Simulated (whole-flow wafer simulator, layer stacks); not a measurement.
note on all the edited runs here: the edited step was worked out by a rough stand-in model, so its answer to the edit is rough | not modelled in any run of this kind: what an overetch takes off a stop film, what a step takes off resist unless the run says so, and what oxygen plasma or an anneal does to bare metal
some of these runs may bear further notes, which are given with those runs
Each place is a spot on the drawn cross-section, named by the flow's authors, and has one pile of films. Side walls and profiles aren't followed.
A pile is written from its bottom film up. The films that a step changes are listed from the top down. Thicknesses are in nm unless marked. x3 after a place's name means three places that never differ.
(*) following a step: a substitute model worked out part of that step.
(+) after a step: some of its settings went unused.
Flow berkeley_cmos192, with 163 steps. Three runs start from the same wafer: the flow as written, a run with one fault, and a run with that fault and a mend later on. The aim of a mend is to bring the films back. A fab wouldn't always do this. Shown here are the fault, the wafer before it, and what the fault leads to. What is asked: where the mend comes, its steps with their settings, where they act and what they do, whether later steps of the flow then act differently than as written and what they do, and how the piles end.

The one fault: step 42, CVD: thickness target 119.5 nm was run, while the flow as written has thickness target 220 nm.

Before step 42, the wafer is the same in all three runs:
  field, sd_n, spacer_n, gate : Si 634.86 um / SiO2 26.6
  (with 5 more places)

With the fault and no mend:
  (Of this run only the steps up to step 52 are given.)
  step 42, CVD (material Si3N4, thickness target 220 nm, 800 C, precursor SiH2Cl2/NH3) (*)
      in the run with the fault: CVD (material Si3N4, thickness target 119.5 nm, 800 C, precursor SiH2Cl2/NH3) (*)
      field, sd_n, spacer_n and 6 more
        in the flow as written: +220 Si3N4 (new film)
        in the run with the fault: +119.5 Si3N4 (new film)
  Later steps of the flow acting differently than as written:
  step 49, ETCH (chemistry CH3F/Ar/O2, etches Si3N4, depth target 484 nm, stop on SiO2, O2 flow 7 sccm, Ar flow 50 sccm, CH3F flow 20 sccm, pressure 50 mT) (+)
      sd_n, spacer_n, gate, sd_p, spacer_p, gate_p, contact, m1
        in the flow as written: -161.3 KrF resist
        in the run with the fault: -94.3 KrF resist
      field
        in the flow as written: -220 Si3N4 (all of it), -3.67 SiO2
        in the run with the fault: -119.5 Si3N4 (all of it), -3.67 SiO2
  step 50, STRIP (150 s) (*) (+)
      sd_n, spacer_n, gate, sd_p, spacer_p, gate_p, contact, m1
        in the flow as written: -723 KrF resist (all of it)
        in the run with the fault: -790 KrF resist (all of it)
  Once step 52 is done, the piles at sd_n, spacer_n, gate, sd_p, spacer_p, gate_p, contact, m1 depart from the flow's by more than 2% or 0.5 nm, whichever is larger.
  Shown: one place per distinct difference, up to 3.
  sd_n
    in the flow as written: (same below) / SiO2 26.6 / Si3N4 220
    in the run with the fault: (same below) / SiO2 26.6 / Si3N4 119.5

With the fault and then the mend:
  The mend stands after step 42.
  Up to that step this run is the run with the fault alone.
  step 42a, ETCH (chemistry h3po4, depth target 137.4 nm)
      field, sd_n, spacer_n and 6 more
        -119.5 Si3N4 (all of it)
  step 42b, CLEAN (chemistry SPM) (the flow's step 34 again)
      does not change any film at any place that is followed
  step 42c, CVD (material Si3N4, thickness target 220 nm, 800 C, precursor SiH2Cl2/NH3) (*) (the flow's step 42 again)
      field, sd_n, spacer_n and 6 more
        +220 Si3N4 (new film)
  None of the later steps of the flow acts differently than as written at any place that is followed.
  By the end, the piles equal the flow's at every place that both follow.
